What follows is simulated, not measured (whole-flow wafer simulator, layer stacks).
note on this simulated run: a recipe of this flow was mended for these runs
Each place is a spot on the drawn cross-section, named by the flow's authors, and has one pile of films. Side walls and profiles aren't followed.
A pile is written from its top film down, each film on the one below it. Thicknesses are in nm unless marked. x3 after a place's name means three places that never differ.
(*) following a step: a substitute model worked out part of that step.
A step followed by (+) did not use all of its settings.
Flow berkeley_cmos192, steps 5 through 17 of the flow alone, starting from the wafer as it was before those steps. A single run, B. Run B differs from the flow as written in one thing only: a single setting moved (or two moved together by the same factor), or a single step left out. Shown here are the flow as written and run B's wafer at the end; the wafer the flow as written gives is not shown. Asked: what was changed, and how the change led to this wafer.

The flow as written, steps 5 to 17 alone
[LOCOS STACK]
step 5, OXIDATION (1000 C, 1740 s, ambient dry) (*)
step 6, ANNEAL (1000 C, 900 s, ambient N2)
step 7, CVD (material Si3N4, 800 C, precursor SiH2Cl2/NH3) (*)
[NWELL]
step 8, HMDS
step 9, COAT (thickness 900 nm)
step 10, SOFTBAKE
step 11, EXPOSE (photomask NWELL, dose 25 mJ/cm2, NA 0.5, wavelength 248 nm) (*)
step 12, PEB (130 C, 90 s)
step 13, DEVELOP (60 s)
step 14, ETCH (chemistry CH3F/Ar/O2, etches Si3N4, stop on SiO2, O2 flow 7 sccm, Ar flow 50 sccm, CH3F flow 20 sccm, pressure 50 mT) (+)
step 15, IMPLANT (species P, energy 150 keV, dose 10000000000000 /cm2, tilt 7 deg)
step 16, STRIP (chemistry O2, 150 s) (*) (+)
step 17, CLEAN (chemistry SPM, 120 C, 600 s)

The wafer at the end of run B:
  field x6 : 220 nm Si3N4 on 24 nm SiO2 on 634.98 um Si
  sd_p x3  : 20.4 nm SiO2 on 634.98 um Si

What caused this: step 5, OXIDATION: 1044 s was run, while the flow as written has 1740 s.

Step by step, how the change led to this:
  step 5, OXIDATION (1000 C, 1740 s, ambient dry) (*)
      field x6, sd_p x3: +24 SiO2 (new film), -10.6 Si (as written it would have been: +31.6 SiO2 (new film), -13.9 Si)
